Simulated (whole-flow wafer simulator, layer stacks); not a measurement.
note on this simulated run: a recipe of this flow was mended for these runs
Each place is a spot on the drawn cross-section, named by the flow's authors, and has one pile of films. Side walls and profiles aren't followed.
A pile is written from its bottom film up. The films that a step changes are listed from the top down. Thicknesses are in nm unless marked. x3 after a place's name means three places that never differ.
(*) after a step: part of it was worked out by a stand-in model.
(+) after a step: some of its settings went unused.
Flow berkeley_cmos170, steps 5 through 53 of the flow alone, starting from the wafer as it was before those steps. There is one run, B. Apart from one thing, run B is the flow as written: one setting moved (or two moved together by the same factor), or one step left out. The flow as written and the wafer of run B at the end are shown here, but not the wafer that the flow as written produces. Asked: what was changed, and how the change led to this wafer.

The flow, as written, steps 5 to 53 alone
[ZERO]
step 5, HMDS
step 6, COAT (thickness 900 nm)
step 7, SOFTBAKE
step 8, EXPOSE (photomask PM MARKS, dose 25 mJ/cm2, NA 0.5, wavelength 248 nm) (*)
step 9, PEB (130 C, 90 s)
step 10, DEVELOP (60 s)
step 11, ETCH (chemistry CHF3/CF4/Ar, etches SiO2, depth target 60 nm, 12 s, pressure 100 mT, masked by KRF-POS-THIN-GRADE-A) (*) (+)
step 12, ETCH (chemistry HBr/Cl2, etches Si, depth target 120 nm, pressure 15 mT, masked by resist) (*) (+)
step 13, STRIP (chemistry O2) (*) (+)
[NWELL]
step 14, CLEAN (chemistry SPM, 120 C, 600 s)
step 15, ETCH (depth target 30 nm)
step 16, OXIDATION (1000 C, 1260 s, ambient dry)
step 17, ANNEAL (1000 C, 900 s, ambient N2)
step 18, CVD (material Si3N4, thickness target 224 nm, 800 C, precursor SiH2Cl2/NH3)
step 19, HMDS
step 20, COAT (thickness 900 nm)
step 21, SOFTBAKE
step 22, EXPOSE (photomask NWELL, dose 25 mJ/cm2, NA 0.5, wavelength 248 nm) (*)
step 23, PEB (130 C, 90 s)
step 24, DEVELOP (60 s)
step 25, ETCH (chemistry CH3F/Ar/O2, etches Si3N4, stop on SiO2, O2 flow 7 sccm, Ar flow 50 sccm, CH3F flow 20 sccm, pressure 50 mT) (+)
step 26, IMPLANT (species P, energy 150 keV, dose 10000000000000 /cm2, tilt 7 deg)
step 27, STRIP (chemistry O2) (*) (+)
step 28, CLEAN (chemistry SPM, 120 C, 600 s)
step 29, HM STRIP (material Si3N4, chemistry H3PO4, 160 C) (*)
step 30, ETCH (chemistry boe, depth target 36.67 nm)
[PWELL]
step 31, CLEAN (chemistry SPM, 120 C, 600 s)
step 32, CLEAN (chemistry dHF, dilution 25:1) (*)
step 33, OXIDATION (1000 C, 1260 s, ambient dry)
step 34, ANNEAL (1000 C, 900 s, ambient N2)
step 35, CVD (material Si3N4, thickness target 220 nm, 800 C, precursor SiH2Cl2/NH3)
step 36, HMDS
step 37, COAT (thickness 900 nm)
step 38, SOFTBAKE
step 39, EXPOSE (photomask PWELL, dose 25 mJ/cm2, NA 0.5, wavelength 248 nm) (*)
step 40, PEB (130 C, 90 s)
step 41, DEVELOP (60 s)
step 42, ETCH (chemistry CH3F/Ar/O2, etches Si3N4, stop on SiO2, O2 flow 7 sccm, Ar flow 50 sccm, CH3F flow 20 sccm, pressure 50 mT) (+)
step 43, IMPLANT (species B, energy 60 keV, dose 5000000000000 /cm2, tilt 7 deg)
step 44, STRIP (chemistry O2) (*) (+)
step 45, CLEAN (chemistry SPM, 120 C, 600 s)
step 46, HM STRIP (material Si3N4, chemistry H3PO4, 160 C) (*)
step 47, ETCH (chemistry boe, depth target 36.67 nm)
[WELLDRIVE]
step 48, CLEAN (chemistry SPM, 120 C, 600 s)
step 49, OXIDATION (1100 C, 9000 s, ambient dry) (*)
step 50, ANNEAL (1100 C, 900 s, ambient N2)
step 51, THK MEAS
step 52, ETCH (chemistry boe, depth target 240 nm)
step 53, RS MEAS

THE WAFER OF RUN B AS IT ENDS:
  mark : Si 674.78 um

The reason: step 12, ETCH: depth target 94 nm was run, though the flow has depth target 120 nm.

How this came from the change, step by step:
  step 12, ETCH (chemistry HBr/Cl2, etches Si, depth target 120 nm, pressure 15 mT, masked by resist) (*) (+)
      field x9, sd_p x3: -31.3 KrF-resist (as written it would have been: -40 KrF-resist)
      mark: -94 Si (as written it would have been: -120 Si)
